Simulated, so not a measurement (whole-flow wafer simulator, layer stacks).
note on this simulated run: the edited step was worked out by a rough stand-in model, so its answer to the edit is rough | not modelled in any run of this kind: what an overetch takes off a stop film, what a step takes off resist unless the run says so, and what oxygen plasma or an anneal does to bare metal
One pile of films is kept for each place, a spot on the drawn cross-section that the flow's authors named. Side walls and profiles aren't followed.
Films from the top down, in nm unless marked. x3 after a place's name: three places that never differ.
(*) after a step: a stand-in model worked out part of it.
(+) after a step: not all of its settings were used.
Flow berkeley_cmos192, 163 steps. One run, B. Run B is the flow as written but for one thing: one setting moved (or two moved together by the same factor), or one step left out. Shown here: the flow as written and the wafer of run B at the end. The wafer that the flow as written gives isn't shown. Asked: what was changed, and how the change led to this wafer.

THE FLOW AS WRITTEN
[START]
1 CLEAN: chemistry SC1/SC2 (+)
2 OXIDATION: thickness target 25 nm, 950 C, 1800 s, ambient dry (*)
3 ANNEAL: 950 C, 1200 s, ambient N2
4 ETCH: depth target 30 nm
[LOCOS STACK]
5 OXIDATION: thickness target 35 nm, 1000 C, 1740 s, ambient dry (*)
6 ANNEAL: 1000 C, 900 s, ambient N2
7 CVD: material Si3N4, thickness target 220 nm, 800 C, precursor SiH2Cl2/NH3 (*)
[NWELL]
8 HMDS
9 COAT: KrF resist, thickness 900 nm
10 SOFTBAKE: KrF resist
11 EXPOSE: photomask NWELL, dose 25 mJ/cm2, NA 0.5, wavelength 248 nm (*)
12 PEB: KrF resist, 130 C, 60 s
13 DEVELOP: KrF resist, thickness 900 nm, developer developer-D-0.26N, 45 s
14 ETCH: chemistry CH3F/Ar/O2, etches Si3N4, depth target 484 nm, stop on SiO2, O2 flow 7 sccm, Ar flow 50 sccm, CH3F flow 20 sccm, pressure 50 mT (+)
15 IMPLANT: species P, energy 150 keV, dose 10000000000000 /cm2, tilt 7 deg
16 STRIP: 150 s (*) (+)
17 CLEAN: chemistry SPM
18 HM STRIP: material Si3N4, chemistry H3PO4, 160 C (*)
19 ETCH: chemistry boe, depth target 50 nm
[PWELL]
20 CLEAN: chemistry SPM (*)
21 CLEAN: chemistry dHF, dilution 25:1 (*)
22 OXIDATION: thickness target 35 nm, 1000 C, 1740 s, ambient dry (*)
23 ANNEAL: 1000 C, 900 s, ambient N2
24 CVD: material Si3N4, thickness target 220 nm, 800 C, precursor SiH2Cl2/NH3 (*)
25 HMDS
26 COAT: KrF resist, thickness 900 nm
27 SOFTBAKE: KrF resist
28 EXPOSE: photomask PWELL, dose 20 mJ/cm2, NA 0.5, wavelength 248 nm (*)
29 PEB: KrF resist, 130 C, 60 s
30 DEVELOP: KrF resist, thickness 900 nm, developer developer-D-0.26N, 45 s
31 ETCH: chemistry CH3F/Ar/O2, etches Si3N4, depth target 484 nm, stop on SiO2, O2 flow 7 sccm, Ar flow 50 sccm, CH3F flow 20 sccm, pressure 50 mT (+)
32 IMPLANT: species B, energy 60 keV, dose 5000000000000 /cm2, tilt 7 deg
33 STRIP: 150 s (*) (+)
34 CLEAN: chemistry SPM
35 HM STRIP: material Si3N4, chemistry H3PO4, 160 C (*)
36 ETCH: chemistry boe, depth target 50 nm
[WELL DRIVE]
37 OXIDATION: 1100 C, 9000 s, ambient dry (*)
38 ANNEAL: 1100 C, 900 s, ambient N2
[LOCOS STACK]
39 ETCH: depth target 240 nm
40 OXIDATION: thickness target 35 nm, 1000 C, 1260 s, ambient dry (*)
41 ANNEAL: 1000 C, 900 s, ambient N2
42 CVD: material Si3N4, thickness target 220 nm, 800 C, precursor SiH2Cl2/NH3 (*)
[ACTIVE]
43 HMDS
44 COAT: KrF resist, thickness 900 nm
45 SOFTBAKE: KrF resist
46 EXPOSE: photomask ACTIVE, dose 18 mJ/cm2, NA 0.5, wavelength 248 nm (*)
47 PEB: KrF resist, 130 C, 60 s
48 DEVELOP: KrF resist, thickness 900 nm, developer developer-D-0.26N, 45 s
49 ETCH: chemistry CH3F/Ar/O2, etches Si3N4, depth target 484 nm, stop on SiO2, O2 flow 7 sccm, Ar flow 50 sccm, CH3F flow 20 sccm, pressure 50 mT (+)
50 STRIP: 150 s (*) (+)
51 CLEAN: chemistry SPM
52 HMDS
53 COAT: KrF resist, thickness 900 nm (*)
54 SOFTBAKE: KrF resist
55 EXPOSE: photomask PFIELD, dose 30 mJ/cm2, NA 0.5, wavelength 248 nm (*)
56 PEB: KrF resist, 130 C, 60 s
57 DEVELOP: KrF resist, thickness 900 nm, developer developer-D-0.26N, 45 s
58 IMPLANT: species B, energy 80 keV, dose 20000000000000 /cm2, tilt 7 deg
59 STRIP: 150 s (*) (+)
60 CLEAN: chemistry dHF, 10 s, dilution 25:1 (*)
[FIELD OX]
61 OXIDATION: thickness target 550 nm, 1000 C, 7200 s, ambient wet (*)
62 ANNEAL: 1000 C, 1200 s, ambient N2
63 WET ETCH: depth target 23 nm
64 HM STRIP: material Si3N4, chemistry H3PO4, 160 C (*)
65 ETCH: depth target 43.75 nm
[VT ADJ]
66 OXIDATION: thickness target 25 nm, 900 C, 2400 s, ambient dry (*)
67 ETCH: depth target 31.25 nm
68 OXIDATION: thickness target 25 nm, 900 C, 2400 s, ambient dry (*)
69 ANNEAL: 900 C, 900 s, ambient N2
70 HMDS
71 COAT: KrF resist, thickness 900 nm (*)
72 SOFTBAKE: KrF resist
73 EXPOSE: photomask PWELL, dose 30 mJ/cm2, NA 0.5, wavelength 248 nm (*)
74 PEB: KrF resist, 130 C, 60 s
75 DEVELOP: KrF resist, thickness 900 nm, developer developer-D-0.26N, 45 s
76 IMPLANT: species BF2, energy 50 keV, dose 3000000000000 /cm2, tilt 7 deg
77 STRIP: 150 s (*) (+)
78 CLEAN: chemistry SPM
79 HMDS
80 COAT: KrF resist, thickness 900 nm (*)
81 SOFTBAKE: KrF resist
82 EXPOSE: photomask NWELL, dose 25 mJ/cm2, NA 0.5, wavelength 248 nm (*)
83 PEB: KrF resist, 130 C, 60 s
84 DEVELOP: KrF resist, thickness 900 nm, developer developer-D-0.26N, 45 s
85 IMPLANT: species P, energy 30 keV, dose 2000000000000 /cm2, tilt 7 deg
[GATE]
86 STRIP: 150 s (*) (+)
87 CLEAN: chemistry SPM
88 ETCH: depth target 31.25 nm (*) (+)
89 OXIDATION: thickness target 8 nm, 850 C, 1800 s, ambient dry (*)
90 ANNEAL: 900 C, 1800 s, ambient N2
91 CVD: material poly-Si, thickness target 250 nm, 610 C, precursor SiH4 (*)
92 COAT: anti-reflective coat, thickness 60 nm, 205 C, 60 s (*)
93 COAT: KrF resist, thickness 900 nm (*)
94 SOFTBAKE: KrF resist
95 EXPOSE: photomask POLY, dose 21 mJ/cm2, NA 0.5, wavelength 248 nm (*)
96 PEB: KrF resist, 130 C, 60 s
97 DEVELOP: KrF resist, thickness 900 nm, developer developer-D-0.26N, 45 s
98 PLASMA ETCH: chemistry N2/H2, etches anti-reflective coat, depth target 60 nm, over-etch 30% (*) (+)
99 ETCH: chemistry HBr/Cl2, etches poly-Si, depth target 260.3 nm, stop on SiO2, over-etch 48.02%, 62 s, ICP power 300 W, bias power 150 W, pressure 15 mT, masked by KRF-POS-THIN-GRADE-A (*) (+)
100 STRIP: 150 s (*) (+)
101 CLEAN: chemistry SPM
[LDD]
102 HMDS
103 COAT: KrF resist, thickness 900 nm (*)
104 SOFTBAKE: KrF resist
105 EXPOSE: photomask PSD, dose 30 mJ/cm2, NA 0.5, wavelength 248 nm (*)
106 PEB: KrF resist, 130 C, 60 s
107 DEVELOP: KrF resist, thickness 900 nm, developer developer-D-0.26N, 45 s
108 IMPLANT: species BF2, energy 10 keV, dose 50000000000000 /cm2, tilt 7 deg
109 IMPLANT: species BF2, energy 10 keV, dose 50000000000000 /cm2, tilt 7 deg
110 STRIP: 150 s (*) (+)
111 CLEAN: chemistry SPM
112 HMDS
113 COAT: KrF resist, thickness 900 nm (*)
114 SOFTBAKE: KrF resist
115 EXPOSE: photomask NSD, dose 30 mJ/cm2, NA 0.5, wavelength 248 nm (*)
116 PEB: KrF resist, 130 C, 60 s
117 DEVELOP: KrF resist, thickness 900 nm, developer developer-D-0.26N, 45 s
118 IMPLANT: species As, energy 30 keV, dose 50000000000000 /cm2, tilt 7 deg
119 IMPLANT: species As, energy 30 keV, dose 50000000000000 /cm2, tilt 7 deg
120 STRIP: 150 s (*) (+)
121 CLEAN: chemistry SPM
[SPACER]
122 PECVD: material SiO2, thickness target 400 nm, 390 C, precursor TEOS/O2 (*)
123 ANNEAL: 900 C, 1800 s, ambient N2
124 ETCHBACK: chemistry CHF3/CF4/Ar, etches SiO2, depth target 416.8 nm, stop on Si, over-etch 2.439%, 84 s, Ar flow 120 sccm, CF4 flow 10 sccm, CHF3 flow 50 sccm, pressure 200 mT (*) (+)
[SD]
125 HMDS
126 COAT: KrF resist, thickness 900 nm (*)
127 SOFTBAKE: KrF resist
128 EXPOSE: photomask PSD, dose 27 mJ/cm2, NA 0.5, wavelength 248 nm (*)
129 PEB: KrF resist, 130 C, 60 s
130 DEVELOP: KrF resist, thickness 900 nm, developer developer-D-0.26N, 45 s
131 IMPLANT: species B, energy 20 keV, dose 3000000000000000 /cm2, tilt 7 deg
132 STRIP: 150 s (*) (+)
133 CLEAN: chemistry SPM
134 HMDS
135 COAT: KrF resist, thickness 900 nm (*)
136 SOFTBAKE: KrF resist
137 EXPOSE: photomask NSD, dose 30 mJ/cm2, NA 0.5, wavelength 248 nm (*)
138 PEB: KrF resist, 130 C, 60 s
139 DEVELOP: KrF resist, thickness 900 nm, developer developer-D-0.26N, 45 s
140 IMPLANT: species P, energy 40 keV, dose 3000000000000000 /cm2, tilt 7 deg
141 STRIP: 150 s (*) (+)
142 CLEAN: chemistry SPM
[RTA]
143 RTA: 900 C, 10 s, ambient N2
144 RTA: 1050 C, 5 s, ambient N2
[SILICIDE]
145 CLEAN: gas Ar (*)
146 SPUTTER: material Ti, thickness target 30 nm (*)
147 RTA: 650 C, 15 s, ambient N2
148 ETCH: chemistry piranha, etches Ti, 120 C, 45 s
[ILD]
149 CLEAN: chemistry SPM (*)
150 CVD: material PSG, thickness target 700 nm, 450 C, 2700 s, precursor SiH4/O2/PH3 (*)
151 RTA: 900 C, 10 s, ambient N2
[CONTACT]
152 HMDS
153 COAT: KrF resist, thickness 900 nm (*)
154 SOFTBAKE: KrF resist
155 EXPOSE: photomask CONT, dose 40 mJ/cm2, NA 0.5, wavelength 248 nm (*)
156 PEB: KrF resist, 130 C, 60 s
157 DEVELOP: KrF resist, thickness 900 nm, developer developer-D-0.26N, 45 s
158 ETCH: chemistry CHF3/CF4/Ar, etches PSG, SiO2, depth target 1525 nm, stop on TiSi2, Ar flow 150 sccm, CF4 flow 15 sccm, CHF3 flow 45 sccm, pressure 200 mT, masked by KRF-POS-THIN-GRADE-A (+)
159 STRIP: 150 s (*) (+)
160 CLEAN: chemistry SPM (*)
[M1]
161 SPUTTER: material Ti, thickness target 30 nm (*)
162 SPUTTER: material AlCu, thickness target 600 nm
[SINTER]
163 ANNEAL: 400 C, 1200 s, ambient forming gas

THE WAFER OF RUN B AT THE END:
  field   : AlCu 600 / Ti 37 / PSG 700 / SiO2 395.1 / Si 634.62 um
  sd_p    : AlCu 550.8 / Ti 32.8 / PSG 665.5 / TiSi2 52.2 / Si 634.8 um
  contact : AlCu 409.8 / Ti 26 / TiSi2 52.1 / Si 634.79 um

The cause: step 161, SPUTTER: thickness target 37 nm was run, where the flow has thickness target 30 nm.
It can be read off the wafer: field has Ti 37, and step 161 as written asks for 30 nm.

How the change led to this, step by step:
  161 SPUTTER: material Ti, thickness target 30 nm (*)
      field, sd_n, spacer_n, gate, spacer_p, gate_p, m1: Ti +37 (new film) (as written it would be: Ti +30 (new film))
      sd_p: Ti +32.8 (new film) (as written it would be: Ti +26.6 (new film))
      (and at 1 more place)
